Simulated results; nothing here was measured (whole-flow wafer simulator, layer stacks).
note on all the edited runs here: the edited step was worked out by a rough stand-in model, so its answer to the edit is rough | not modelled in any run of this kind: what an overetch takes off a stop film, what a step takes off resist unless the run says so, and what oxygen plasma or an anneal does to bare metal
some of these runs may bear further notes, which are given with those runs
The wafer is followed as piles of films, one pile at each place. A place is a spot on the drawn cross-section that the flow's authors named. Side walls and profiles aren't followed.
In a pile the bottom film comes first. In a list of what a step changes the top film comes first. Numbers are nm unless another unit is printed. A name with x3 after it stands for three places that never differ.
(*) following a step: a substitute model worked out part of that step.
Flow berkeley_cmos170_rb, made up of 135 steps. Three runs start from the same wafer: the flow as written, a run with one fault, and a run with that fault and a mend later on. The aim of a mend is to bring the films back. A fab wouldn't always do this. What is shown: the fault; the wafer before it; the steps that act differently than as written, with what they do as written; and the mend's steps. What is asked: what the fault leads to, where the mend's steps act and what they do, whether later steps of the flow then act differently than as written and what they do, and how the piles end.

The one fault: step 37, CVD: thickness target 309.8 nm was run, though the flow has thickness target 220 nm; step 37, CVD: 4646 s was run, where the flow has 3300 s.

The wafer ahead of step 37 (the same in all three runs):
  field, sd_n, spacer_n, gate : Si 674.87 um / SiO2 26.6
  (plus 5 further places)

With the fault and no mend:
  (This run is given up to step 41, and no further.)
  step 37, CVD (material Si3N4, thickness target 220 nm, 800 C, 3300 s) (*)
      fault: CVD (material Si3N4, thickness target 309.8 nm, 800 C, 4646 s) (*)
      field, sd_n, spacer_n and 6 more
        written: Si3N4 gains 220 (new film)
        fault: Si3N4 gains 309.8 (new film)
  Later steps of the flow up to step 41 that are run all act as written at every place that is followed.
  The piles after step 41 differ from the flow's at field, sd_n, spacer_n and 6 more by more than 2% or 0.5 nm, whichever is larger.
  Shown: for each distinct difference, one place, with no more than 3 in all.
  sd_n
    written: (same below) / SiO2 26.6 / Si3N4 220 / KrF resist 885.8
    fault: (same below) / SiO2 26.6 / Si3N4 309.8 / KrF resist 885.8
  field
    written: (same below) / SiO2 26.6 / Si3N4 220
    fault: (same below) / SiO2 26.6 / Si3N4 309.8

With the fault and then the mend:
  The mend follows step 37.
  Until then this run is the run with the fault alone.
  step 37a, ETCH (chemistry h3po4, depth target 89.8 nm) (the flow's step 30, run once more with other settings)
      field, sd_n, spacer_n and 6 more
        Si3N4 loses 89.8
  Later steps of the flow that are run all act as written at every place that is followed.
  By the end, the piles equal the flow's at every place that both follow.
